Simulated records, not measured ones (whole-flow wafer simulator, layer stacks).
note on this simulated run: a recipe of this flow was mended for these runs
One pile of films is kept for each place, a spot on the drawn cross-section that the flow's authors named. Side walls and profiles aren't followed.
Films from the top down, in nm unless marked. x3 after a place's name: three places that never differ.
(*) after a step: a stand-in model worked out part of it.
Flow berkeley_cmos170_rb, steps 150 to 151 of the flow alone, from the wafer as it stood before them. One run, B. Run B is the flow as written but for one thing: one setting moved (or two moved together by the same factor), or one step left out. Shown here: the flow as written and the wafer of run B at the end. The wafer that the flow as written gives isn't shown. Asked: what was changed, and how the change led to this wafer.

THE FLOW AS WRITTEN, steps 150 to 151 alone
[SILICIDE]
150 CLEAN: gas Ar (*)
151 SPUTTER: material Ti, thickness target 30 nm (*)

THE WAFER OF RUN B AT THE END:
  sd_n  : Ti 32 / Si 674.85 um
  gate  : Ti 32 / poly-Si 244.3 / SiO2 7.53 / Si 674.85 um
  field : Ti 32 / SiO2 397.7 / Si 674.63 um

The cause: step 151, SPUTTER: thickness target 32 nm was run, where the flow has thickness target 30 nm.
It can be read off the wafer: sd_n has Ti 32, and step 151 as written asks for 30 nm.

How the change led to this, step by step:
  151 SPUTTER: material Ti, thickness target 30 nm (*)
      field, sd_n, spacer_n, gate, spacer_p, gate_p, contact, m1: Ti +32 (new film) (as written it would be: Ti +30 (new film))
      sd_p: Ti +29.8 (new film) (as written it would be: Ti +27.9 (new film))
